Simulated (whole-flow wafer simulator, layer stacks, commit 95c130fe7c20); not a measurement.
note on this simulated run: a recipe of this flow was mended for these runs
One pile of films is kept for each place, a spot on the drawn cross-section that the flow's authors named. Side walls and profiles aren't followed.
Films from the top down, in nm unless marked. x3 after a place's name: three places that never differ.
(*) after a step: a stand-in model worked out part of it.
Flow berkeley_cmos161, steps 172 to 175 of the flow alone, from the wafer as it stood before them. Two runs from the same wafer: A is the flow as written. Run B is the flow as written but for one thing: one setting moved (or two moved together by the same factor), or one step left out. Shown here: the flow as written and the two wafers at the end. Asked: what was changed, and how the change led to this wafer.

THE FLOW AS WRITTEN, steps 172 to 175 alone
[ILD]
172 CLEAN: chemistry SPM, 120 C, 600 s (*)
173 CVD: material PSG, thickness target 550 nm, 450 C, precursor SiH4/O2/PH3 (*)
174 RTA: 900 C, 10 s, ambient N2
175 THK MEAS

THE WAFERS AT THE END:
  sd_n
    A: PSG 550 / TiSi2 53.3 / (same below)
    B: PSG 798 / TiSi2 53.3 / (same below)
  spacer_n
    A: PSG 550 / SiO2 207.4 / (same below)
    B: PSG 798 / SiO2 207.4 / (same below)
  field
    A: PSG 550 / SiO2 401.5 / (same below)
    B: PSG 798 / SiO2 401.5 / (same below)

The cause: step 173, CVD: thickness target 798 nm was run, where the flow has thickness target 550 nm.
It can be read off the wafer: sd_n has PSG 798, and step 173 as written asks for 550 nm.

How the change led to this, step by step:
  173 CVD: material PSG, thickness target 550 nm, 450 C, precursor SiH4/O2/PH3 (*)
      field, sd_n, spacer_n, gate_n, spacer_p, gate_p, contact x2: A PSG +550 (new film) | B PSG +798 (new film)
      sd_p: A PSG +522.4 (new film) | B PSG +753 (new film)
